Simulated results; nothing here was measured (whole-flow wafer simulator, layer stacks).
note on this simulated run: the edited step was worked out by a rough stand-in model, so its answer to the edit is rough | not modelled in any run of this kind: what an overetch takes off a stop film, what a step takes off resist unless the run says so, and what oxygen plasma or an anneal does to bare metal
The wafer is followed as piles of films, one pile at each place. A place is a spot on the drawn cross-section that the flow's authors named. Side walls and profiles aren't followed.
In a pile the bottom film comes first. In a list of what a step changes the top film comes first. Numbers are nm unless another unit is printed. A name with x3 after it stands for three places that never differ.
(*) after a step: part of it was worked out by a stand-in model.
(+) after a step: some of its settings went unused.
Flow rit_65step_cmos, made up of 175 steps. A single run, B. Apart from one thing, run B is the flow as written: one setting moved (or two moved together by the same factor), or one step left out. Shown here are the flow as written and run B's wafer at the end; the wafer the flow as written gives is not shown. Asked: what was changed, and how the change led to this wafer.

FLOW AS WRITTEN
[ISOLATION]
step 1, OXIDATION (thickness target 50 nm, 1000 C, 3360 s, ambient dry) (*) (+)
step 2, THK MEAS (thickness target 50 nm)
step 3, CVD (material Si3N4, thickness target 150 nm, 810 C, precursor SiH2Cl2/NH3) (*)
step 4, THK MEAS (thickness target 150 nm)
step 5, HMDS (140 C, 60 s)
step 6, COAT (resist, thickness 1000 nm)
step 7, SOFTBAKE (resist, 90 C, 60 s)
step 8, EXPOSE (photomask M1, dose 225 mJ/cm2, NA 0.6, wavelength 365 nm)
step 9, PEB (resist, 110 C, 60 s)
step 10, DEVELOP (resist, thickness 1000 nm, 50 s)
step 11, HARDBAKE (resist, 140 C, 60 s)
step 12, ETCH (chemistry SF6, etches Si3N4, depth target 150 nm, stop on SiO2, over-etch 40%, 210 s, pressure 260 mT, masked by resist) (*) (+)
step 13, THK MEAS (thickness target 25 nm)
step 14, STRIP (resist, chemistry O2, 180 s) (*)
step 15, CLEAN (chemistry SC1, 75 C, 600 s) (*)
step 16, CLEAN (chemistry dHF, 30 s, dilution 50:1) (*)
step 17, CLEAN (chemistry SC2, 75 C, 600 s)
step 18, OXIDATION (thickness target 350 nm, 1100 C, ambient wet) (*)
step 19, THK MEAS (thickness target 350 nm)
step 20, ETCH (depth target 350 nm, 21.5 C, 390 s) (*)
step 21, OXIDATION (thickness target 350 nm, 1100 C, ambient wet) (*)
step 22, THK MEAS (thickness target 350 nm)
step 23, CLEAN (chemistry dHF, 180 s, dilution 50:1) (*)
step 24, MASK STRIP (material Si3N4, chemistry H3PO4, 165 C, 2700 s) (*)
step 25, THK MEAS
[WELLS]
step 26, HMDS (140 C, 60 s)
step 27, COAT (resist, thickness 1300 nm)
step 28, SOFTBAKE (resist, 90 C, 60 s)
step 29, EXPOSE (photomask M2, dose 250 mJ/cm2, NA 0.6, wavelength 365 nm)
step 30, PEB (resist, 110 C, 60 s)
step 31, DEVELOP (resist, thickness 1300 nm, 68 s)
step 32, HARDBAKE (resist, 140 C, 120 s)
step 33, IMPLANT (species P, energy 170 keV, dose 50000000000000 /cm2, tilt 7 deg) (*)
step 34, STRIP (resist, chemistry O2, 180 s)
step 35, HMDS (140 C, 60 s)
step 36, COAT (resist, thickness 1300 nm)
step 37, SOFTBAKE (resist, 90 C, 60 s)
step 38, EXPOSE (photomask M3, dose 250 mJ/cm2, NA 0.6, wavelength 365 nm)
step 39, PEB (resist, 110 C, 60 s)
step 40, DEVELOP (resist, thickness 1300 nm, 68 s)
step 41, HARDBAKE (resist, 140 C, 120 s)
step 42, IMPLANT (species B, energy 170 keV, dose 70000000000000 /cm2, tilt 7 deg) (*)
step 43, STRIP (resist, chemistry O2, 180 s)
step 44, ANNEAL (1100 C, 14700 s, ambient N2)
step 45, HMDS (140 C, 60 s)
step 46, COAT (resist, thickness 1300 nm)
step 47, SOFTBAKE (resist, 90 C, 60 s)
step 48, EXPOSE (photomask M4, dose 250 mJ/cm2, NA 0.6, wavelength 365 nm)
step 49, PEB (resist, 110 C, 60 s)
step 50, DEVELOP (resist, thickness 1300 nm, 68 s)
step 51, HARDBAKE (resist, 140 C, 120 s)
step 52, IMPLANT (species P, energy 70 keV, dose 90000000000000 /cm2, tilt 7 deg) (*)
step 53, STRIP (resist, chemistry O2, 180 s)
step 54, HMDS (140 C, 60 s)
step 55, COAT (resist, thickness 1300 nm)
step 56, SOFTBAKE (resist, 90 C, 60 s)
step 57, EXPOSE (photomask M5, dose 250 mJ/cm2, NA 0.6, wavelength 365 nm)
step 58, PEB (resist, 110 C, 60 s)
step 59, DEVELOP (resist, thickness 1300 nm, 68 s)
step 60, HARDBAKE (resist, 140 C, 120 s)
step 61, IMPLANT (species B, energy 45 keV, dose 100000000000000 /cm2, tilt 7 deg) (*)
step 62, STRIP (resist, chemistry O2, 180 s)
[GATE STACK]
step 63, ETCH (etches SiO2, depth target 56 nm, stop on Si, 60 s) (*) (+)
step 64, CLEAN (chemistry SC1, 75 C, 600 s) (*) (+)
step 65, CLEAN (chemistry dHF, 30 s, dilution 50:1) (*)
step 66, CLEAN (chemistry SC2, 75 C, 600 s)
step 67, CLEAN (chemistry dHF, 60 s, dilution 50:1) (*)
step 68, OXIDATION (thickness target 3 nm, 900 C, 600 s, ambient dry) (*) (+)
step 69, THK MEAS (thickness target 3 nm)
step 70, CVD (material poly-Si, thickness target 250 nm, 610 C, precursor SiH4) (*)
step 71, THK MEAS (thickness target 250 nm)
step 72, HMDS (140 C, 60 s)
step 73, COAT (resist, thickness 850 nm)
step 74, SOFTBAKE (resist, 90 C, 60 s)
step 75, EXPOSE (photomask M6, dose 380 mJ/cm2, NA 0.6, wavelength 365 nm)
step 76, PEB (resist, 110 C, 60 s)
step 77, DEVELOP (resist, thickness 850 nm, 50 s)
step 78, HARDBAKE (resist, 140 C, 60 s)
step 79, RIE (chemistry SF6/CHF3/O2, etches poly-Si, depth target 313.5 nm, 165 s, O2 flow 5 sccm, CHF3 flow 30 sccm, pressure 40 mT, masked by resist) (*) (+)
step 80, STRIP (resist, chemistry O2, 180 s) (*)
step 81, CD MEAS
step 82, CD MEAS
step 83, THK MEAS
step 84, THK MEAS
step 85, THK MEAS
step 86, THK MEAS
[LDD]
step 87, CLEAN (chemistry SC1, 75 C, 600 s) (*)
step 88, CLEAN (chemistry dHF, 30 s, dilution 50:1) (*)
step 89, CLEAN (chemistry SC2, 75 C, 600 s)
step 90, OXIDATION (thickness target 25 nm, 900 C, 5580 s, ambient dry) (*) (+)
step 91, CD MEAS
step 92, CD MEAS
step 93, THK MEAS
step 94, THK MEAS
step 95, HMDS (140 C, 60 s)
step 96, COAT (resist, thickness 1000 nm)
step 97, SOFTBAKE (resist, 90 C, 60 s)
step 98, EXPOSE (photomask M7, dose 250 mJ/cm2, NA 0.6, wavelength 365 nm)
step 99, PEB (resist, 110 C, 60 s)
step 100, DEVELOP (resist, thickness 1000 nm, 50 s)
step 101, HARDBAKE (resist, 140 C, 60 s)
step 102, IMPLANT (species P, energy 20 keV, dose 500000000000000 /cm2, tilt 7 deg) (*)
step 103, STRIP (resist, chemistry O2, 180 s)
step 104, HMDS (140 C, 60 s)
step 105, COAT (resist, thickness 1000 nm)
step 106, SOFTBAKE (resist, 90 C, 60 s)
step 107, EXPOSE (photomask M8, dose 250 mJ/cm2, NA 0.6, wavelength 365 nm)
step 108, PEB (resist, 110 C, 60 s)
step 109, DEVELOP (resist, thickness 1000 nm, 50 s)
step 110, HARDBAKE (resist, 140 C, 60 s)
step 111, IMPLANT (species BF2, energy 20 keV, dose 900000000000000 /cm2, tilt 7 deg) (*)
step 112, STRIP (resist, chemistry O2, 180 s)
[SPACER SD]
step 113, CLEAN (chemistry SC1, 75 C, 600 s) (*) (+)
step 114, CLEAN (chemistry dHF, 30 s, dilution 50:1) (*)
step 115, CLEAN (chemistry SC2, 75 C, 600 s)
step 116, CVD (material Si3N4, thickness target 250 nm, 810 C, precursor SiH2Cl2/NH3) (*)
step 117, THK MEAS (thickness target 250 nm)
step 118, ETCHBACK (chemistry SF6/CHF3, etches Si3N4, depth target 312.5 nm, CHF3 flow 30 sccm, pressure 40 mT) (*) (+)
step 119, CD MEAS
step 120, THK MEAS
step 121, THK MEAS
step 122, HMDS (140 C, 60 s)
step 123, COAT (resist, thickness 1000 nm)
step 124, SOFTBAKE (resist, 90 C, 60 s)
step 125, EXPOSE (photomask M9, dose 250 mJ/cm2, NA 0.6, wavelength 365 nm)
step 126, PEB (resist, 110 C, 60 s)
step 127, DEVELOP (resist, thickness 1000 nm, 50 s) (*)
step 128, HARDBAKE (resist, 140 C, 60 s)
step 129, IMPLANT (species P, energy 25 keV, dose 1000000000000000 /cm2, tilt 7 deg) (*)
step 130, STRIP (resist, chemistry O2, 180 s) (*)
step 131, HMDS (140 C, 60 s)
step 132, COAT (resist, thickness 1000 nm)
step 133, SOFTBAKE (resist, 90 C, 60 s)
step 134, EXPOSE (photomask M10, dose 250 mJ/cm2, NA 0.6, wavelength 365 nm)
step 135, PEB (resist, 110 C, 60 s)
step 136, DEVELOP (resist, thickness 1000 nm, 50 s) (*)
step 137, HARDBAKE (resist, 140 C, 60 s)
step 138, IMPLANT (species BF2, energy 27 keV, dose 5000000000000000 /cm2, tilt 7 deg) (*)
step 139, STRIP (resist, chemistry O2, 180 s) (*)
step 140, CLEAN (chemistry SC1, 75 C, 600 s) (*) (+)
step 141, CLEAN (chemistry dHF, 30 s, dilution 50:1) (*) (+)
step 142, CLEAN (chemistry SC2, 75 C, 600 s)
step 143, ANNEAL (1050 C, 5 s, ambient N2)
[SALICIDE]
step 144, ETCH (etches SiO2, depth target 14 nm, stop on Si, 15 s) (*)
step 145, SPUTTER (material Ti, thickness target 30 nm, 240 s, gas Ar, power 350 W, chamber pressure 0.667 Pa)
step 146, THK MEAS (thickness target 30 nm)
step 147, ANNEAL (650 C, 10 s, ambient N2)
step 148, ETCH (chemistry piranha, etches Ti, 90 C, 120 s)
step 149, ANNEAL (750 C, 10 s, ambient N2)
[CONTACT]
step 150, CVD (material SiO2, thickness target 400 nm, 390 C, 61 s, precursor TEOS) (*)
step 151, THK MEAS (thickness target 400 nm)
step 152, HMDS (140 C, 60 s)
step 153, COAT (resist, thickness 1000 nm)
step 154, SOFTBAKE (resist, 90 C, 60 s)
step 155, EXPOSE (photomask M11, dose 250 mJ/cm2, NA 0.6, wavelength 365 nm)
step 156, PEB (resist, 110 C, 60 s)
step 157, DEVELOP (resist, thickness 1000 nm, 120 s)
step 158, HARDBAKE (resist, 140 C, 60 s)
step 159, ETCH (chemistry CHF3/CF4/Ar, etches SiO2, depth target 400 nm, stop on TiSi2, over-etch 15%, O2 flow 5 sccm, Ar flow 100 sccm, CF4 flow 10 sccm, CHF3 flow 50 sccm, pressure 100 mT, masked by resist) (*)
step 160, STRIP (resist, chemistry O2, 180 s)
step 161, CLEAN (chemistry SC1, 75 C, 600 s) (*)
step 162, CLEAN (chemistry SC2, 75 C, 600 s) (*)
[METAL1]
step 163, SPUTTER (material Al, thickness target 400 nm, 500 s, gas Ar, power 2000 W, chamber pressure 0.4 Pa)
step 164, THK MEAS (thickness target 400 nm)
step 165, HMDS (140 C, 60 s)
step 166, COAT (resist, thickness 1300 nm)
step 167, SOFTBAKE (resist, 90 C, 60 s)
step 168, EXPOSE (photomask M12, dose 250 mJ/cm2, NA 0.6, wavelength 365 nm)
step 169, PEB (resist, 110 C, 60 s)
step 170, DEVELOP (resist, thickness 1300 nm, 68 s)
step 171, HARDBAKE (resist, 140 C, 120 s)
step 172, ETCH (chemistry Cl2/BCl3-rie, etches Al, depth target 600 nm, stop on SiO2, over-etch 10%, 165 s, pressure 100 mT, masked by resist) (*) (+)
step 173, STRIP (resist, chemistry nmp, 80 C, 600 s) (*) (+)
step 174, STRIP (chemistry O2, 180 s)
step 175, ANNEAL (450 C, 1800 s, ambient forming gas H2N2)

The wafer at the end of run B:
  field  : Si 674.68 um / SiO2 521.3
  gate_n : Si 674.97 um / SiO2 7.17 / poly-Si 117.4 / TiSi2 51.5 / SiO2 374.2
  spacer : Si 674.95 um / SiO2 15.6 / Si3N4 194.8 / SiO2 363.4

The reason: step 102, IMPLANT: dose 250000000000000 /cm2 was run, though the flow has dose 500000000000000 /cm2.

Step by step, how the change led to this:
  step 114, CLEAN (chemistry dHF, 30 s, dilution 50:1) (*)
      field, active_n, gate_n, spacer, sd_n, contact, m1: -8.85 SiO2 (it would be, as written: -10.5 SiO2)
  step 118, ETCHBACK (chemistry SF6/CHF3, etches Si3N4, depth target 312.5 nm, CHF3 flow 30 sccm, pressure 40 mT) (*) (+)
      gate_n: -250 Si3N4 (all of it), -18 SiO2 (all of it), -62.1 poly-Si (it would be, as written: -250 Si3N4 (all of it), -16.3 SiO2 (all of it), -65.5 poly-Si)
  step 147, ANNEAL (650 C, 10 s, ambient N2)
      gate_n: -21.5 Ti, +10.5 TiSi first (new film), +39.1 TiSi2 C49 (new film), -42.1 poly-Si (it would be, as written: -21.3 Ti, +9.82 TiSi first (new film), +39.5 TiSi2 C49 (new film), -41.9 poly-Si)
  step 149, ANNEAL (750 C, 10 s, ambient N2)
      gate_n: +51.5 TiSi2 (new film), -10.4 TiSi first (all of it), -39.1 TiSi2 C49 (all of it), -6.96 poly-Si (it would be, as written: +50.8 TiSi2 (new film), -9.72 TiSi first (all of it), -39.5 TiSi2 C49 (all of it), -6.48 poly-Si)
